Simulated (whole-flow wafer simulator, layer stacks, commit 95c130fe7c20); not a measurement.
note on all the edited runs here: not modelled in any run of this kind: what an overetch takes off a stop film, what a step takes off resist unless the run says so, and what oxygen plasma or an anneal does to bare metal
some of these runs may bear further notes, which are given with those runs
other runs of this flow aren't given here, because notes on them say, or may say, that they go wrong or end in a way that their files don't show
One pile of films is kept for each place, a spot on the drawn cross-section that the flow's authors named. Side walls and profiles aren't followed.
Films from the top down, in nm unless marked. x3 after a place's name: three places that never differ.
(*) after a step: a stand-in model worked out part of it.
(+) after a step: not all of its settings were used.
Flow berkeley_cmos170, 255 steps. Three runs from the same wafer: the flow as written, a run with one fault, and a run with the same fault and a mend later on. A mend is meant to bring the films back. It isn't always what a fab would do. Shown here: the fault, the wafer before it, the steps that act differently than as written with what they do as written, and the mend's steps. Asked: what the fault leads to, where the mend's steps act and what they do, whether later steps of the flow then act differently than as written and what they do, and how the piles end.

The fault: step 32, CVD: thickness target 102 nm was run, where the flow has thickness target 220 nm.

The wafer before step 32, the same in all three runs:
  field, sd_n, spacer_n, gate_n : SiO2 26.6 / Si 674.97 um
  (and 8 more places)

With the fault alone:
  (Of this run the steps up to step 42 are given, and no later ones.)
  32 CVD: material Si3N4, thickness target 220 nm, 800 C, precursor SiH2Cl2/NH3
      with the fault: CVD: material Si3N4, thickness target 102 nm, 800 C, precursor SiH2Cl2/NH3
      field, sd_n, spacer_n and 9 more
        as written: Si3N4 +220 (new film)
        with the fault: Si3N4 +102 (new film)
  Later steps of the flow that act differently than as written:
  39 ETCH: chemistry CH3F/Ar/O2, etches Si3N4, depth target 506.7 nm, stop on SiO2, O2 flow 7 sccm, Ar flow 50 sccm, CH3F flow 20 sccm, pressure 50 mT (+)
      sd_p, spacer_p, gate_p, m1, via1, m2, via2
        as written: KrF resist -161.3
        with the fault: KrF resist -82.7
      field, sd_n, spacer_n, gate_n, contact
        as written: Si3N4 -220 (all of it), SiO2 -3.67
        with the fault: Si3N4 -102 (all of it), SiO2 -3.67
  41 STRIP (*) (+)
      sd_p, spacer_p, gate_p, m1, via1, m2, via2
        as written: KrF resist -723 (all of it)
        with the fault: KrF resist -801.7 (all of it)
  After step 42 the piles differ from the flow's by more than 2% or 0.5 nm, whichever is larger, at sd_p, spacer_p, gate_p, m1, via1, m2, via2.
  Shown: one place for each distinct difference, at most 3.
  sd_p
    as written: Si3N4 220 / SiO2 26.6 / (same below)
    with the fault: Si3N4 102 / SiO2 26.6 / (same below)

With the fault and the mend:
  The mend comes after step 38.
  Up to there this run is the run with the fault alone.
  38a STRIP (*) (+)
      sd_p, spacer_p, gate_p, m1, via1, m2, via2
        KrF resist -884.4 (all of it)
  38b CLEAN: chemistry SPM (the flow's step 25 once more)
      changes no film at any place that is followed
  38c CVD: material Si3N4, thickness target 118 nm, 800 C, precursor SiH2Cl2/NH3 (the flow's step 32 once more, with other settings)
      field, sd_n, spacer_n and 9 more
        Si3N4 +118
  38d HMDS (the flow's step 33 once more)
      changes no film at any place that is followed
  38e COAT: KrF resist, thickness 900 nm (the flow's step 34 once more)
      field, sd_n, spacer_n and 9 more
        KrF resist +900 (new film)
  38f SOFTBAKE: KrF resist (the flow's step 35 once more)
      changes no film at any place that is followed
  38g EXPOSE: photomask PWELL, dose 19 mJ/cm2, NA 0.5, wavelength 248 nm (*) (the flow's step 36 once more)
      changes no film at any place that is followed
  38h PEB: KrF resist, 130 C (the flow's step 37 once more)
      field, sd_n, spacer_n and 9 more
        KrF resist -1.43
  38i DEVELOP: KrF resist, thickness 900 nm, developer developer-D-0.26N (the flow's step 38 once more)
      sd_p, spacer_p, gate_p, m1, via1, m2, via2
        KrF resist -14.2
      field, sd_n, spacer_n, gate_n, contact
        KrF resist -898.6 (all of it)
  No later step of the flow acts differently than as written at any place that is followed.
  At the end the piles are the same as the flow's at every place that both follow.
